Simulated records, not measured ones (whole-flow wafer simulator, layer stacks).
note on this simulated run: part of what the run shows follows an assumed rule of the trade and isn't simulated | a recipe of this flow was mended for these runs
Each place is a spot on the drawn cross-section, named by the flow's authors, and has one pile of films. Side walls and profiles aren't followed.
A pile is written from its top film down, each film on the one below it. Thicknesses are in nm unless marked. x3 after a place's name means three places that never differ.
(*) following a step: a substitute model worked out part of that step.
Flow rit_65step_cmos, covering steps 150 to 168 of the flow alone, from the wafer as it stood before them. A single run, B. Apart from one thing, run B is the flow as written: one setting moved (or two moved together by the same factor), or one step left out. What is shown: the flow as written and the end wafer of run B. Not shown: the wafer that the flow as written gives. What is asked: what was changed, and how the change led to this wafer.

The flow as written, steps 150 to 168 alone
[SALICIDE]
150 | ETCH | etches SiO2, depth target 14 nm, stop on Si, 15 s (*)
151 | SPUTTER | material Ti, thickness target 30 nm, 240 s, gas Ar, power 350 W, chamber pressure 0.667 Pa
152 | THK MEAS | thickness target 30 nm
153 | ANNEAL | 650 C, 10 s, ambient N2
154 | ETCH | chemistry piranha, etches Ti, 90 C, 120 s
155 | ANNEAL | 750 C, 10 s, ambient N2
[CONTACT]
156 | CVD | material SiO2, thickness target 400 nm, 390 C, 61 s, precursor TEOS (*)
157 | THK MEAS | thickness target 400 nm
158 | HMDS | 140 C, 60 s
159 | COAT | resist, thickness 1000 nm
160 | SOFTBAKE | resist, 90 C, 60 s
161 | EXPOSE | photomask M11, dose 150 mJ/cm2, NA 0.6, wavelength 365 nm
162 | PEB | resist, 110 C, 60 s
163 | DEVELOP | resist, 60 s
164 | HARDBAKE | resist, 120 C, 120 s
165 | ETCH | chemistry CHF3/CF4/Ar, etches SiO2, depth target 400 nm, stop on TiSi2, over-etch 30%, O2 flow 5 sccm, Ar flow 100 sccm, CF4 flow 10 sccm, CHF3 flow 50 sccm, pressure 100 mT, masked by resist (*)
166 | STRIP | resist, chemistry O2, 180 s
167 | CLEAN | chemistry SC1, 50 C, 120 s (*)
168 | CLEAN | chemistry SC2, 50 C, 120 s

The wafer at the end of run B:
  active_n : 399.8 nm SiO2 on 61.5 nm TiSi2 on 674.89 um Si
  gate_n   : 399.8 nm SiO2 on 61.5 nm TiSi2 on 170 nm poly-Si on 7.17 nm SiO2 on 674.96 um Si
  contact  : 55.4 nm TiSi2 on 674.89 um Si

Cause: step 151, SPUTTER: thickness target 33 nm was run, though the flow has thickness target 30 nm; step 151, SPUTTER: 265 s was run, where the flow has 240 s.

How this came from the change, step by step:
  151 | SPUTTER | material Ti, thickness target 30 nm, 240 s, gas Ar, power 350 W, chamber pressure 0.667 Pa
      field, field_pw, field_nw and 11 more: +33 Ti (new film) (it would be, as written: +30 Ti (new film))
  153 | ANNEAL | 650 C, 10 s, ambient N2
      active_n, active_p, sd_n, sd_p, contact, m1: -25.7 Ti, +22 TiSi first (new film), +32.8 TiSi2 C49 (new film), -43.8 Si (it would be, as written: -23.4 Ti, +15 TiSi first (new film), +37.2 TiSi2 C49 (new film), -43.1 Si)
      gate_n, gate_p: -25.7 Ti, +22 TiSi first (new film), +32.8 TiSi2 C49 (new film), -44 poly-Si (it would be, as written: -23.4 Ti, +15 TiSi first (new film), +37.2 TiSi2 C49 (new film), -43.3 poly-Si)
  154 | ETCH | chemistry piranha, etches Ti, 90 C, 120 s
      active_n, active_p, gate_n, gate_p, sd_n, sd_p, contact, m1: -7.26 Ti (all of it), -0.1 TiSi first (it would be, as written: -6.6 Ti (all of it), -0.1 TiSi first)
      field, field_pw, field_nw, field_p, spacer, spacer_p: -33 Ti (all of it) (it would be, as written: -30 Ti (all of it))
  155 | ANNEAL | 750 C, 10 s, ambient N2
      active_n, active_p, sd_n, sd_p, contact, m1: +61.5 TiSi2 (new film), -21.9 TiSi first (all of it), -32.8 TiSi2 C49 (all of it), -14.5 Si (it would be, as written: +55.9 TiSi2 (new film), -14.9 TiSi first (all of it), -37.2 TiSi2 C49 (all of it), -9.91 Si)
      gate_n, gate_p: +61.5 TiSi2 (new film), -21.9 TiSi first (all of it), -32.8 TiSi2 C49 (all of it), -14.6 poly-Si (it would be, as written: +55.9 TiSi2 (new film), -14.9 TiSi first (all of it), -37.2 TiSi2 C49 (all of it), -9.95 poly-Si)
